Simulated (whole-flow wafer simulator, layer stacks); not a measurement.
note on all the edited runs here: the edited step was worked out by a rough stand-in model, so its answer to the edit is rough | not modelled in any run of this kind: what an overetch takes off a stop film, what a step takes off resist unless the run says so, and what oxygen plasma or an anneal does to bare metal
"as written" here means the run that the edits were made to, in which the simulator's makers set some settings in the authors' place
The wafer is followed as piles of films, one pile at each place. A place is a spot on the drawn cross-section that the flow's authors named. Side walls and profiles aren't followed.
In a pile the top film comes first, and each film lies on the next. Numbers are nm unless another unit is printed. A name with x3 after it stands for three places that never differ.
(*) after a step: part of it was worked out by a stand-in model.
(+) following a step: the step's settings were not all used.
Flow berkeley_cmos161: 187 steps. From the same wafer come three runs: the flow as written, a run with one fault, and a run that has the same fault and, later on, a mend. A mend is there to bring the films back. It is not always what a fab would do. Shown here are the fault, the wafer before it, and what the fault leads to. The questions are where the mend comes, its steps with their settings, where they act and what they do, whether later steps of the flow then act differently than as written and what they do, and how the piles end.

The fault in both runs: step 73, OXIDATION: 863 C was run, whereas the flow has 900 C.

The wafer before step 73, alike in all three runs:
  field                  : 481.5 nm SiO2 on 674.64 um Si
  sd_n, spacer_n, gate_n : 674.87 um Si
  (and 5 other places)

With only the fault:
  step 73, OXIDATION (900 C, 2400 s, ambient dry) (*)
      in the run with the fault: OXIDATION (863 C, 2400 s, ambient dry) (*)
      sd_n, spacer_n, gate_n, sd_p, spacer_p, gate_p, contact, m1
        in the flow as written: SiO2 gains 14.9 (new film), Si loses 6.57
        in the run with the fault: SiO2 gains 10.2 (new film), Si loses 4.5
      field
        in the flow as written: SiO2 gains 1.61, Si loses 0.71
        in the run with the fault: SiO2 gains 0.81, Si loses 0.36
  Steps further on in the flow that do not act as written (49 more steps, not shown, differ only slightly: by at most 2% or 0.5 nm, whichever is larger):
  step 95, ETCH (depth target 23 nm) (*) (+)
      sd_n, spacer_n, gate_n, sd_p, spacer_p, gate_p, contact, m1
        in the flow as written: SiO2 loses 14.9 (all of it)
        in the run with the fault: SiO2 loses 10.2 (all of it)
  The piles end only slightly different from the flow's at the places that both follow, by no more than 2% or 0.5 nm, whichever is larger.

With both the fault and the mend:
  The mend stands after step 81.
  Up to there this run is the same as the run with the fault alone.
  step 81a, STRIP (*) (+)
      sd_p
        KrF resist loses 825 (all of it)
      spacer_p
        KrF resist loses 807.1 (all of it)
      gate_p
        KrF resist loses 806.1 (all of it)
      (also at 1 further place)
  step 81b, CLEAN (chemistry SPM)
      does not change any film at any place that is followed
  step 81c, OXIDATION (900 C, 1040 s, ambient dry) (*) (the flow's step 73, run once more with other settings)
      sd_n, spacer_n, gate_n, sd_p, spacer_p, gate_p, contact, m1
        SiO2 gains 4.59, Si loses 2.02
      field
        SiO2 gains 0.7, Si loses 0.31
  step 81d, HMDS (the flow's step 75, run once more)
      does not change any film at any place that is followed
  step 81e, COAT (KrF resist, thickness 900 nm) (*) (the flow's step 76, run once more)
      field
        KrF resist gains 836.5 (new film)
      sd_n
        KrF resist gains 1024.5 (new film)
      spacer_n
        KrF resist gains 984.7 (new film)
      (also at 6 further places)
  step 81f, SOFTBAKE (KrF resist) (the flow's step 77, run once more)
      does not change any film at any place that is followed
  step 81g, EXPOSE (photomask PWELL, dose 30 mJ/cm2, NA 0.5, wavelength 248 nm) (*) (the flow's step 78, run once more)
      does not change any film at any place that is followed
  step 81h, PEB (KrF resist, 130 C) (the flow's step 79, run once more)
      sd_n, m1
        KrF resist loses 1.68
      spacer_n, gate_n
        KrF resist loses 1.61
      spacer_p, gate_p
        KrF resist loses 1.6
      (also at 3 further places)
  step 81i, DEVELOP (KrF resist, thickness 900 nm, developer developer-D-0.26N) (the flow's step 80, run once more)
      sd_p, spacer_p, gate_p, m1
        KrF resist loses 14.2
      field
        KrF resist loses 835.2 (all of it)
      sd_n
        KrF resist loses 1022.8 (all of it)
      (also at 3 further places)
  step 81j, HARDBAKE (140 C, 30 s) (the flow's step 81, run once more)
      sd_p
        KrF resist loses 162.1
      spacer_p
        KrF resist loses 158.7
      gate_p
        KrF resist loses 158.5
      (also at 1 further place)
  Later steps of the flow that are run all act as written at every place that is followed, up to a difference of at most 2% or 0.5 nm, whichever is larger.
  The piles end only slightly different from the flow's at the places that both follow, by no more than 2% or 0.5 nm, whichever is larger.
